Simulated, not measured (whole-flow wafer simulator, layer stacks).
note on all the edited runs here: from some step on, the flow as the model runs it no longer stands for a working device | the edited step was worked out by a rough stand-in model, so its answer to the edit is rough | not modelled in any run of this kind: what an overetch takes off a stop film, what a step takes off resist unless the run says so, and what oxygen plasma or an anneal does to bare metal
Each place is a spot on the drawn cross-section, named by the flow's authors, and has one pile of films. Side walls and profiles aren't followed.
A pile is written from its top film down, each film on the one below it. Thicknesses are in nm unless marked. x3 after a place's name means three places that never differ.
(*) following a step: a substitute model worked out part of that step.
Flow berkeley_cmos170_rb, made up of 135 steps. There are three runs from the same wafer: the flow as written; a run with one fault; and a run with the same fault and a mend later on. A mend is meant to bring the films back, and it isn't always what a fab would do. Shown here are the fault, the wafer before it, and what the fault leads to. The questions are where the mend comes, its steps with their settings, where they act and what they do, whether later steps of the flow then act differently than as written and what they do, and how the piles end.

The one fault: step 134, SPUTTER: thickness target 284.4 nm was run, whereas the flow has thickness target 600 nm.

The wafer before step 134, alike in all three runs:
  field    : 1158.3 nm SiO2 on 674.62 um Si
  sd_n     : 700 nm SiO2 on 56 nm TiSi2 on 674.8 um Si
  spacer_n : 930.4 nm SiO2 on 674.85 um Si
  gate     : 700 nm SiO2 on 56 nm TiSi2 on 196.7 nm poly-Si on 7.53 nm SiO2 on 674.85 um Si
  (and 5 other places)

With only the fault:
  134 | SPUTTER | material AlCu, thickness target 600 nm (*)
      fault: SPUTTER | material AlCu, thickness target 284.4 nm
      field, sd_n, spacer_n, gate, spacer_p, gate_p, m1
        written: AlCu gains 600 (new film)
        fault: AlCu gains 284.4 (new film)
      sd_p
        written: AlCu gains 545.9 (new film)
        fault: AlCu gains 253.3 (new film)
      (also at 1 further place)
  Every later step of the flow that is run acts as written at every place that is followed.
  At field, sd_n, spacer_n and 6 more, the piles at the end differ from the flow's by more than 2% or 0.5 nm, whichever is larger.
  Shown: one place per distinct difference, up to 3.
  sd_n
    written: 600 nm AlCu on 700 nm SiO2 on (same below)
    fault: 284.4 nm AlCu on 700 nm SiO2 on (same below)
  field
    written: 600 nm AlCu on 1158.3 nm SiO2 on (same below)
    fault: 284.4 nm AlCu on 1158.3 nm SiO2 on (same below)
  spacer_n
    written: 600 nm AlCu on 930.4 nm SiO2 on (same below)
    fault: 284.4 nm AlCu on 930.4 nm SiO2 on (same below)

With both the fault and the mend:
  The mend stands after step 134.
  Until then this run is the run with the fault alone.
  134a | ETCH | chemistry al pan, depth target 326.8 nm
      field, sd_n, spacer_n, gate, spacer_p, gate_p, m1
        AlCu loses 284.4 (all of it)
      sd_p
        AlCu loses 253.3 (all of it)
      contact
        AlCu loses 201.2 (all of it)
  134b | SPUTTER | material AlCu, thickness target 600 nm (*) (a further turn of the flow's step 134)
      field, sd_n, spacer_n, gate, spacer_p, gate_p, m1
        AlCu gains 600 (new film)
      sd_p
        AlCu gains 545.9 (new film)
      contact
        AlCu gains 415.1 (new film)
  Every later step of the flow that is run acts as written at every place that is followed.
  The piles end the same as the flow's at every place that both follow.
